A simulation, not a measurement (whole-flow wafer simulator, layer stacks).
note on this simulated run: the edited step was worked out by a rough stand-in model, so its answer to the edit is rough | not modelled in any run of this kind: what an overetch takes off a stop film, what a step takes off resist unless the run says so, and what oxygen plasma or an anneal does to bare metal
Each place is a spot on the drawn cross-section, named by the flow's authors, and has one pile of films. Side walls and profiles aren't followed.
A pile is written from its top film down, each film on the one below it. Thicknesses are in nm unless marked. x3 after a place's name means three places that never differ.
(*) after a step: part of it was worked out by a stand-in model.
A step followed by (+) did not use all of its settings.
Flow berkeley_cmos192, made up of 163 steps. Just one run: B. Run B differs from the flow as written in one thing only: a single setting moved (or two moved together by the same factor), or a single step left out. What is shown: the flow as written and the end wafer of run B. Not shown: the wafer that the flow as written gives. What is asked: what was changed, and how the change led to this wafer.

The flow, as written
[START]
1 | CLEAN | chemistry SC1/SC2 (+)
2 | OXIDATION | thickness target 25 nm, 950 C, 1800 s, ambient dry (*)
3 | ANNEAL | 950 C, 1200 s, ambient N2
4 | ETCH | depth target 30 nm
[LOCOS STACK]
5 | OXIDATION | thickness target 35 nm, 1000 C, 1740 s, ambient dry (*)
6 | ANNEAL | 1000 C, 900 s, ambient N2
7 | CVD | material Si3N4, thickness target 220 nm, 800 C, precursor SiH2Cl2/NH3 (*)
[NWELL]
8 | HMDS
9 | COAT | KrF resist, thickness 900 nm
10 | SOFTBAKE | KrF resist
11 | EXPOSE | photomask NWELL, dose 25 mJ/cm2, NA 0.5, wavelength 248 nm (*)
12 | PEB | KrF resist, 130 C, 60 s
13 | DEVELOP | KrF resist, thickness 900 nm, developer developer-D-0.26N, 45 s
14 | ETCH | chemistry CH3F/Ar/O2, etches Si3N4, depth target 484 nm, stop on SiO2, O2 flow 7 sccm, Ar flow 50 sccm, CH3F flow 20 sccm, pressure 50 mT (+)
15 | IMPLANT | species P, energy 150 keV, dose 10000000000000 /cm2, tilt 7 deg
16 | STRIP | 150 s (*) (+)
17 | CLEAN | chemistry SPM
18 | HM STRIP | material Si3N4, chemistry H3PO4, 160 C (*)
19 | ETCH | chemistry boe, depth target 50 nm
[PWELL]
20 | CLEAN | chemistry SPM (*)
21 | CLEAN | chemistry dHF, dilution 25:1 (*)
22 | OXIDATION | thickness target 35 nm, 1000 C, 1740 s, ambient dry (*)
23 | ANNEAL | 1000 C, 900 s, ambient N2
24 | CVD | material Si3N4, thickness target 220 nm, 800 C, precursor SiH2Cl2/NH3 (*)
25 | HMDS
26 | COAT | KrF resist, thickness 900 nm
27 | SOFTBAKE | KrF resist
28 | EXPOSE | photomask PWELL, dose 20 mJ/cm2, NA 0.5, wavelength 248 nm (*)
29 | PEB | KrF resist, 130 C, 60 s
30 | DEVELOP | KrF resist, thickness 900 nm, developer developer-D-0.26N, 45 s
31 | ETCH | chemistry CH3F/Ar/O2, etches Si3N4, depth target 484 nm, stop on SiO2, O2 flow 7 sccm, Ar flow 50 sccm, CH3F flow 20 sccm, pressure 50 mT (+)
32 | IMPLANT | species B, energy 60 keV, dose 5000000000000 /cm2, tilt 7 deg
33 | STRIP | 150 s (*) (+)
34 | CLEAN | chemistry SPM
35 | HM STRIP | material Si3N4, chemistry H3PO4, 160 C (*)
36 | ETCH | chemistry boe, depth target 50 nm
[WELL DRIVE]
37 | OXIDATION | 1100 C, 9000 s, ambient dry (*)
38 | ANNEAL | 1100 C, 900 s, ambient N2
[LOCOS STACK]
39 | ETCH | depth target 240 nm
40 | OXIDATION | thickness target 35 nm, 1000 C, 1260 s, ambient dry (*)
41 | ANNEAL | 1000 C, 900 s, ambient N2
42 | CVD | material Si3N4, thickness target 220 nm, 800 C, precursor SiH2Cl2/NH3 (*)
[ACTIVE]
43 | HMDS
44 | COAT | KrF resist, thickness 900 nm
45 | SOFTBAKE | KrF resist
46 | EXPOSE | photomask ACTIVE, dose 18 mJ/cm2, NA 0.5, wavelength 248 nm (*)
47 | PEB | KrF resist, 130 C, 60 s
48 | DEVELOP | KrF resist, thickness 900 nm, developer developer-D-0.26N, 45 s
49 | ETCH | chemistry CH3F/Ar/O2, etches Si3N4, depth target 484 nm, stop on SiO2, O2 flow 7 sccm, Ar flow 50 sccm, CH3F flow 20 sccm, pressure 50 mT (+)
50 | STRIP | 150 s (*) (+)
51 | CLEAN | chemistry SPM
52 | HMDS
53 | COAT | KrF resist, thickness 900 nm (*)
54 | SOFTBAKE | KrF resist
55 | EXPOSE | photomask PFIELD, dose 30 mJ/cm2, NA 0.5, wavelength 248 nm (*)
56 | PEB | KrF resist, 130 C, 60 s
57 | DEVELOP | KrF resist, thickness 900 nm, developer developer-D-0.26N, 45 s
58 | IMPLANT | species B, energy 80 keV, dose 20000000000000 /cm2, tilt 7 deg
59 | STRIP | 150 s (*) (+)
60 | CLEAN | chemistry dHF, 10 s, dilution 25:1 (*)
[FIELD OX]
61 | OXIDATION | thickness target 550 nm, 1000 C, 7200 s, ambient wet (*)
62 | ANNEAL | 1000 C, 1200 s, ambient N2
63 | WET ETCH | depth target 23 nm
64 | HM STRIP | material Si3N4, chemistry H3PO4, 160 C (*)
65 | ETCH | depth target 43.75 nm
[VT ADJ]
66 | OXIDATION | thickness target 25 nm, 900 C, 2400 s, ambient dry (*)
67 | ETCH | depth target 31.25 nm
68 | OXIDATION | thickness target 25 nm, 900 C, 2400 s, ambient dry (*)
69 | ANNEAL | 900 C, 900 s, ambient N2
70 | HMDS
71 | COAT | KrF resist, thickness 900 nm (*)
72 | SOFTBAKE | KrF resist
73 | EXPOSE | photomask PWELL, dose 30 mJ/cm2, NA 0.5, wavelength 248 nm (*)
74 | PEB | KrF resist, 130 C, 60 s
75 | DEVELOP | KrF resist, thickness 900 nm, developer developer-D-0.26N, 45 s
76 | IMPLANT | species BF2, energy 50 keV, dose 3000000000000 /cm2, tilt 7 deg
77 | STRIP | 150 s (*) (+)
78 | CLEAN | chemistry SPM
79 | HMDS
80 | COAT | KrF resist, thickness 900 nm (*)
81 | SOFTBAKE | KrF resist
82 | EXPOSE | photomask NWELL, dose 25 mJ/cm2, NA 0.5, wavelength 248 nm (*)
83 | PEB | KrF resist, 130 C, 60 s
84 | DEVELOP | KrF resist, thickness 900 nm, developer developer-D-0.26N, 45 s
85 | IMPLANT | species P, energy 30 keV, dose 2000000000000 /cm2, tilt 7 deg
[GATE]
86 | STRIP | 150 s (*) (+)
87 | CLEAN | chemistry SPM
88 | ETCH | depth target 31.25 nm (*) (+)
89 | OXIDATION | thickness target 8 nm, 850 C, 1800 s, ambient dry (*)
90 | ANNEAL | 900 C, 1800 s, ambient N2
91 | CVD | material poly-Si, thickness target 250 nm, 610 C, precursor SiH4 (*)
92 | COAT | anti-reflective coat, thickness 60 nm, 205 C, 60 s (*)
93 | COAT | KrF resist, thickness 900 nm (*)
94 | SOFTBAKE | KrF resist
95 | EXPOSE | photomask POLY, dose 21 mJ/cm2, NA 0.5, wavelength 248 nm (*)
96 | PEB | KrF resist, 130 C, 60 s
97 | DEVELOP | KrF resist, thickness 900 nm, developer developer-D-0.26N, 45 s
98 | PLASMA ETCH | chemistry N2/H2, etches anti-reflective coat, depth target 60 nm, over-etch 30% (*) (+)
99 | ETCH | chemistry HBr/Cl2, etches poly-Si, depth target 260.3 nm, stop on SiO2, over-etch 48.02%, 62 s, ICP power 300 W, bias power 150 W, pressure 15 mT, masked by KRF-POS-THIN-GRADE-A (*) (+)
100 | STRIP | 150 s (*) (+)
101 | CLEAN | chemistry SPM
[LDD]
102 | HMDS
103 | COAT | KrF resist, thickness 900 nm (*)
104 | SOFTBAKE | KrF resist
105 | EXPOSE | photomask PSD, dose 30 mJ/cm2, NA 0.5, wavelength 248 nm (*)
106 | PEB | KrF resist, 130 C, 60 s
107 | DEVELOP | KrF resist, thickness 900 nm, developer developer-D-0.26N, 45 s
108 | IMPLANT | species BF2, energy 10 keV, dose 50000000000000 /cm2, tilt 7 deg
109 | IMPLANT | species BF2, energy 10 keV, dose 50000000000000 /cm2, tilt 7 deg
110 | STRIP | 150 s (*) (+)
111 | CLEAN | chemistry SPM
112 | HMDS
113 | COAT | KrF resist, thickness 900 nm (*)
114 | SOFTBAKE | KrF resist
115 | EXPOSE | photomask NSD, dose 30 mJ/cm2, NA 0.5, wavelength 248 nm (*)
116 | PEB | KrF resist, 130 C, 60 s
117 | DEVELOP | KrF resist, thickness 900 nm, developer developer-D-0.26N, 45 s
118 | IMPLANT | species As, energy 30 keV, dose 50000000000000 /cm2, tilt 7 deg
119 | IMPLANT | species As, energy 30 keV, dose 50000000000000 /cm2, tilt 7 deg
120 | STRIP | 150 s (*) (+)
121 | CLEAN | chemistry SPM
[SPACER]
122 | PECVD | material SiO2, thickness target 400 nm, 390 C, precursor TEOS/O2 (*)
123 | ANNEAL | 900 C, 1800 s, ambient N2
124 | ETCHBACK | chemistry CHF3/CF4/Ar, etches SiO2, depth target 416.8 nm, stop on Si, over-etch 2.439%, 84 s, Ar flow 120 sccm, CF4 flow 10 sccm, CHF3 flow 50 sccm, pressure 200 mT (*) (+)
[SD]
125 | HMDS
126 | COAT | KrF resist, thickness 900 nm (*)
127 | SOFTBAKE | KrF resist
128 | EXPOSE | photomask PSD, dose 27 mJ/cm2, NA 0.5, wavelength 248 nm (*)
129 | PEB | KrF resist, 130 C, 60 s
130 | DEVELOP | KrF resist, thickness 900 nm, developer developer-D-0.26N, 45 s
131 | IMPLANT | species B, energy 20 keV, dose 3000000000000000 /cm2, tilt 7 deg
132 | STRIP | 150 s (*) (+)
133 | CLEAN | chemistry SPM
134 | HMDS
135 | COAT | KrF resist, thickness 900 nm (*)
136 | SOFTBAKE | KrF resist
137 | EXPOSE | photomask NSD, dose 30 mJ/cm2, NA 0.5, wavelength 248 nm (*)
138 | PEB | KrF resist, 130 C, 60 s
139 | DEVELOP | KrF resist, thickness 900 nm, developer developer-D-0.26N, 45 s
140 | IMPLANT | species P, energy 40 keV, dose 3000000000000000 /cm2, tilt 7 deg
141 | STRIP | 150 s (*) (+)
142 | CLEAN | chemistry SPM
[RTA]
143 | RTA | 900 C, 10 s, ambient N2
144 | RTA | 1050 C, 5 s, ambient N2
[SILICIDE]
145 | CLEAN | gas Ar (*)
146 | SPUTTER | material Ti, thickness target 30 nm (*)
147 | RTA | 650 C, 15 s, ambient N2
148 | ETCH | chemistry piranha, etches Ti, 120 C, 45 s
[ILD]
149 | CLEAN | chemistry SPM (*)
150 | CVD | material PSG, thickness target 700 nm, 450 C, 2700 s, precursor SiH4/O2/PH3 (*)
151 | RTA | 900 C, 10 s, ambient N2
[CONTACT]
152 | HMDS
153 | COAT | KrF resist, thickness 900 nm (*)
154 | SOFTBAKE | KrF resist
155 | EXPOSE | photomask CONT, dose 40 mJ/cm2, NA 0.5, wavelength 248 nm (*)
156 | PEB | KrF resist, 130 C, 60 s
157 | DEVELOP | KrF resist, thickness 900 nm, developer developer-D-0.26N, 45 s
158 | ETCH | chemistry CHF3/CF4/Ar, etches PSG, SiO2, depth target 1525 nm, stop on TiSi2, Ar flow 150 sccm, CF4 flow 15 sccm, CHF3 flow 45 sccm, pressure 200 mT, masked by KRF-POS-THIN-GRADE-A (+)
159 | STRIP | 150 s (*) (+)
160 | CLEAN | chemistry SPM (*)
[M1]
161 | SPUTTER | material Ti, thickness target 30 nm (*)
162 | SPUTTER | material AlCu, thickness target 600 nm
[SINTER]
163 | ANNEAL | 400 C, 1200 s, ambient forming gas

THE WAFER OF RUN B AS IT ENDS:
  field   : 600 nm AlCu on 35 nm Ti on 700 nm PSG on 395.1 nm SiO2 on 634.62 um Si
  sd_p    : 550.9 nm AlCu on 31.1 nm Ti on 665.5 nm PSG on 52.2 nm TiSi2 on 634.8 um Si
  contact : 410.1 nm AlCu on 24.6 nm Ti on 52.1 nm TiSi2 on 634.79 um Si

What caused this: step 161, SPUTTER: thickness target 35 nm was run, while the flow as written has thickness target 30 nm.
The wafer lets one read it off: field has Ti 35, and step 161 as written asks for 30 nm.

How this came from the change, step by step:
  161 | SPUTTER | material Ti, thickness target 30 nm (*)
      field, sd_n, spacer_n, gate, spacer_p, gate_p, m1: +35 Ti (new film) (as written it would have been: +30 Ti (new film))
      sd_p: +31.1 Ti (new film) (as written it would have been: +26.6 Ti (new film))
      (also at 1 further place)
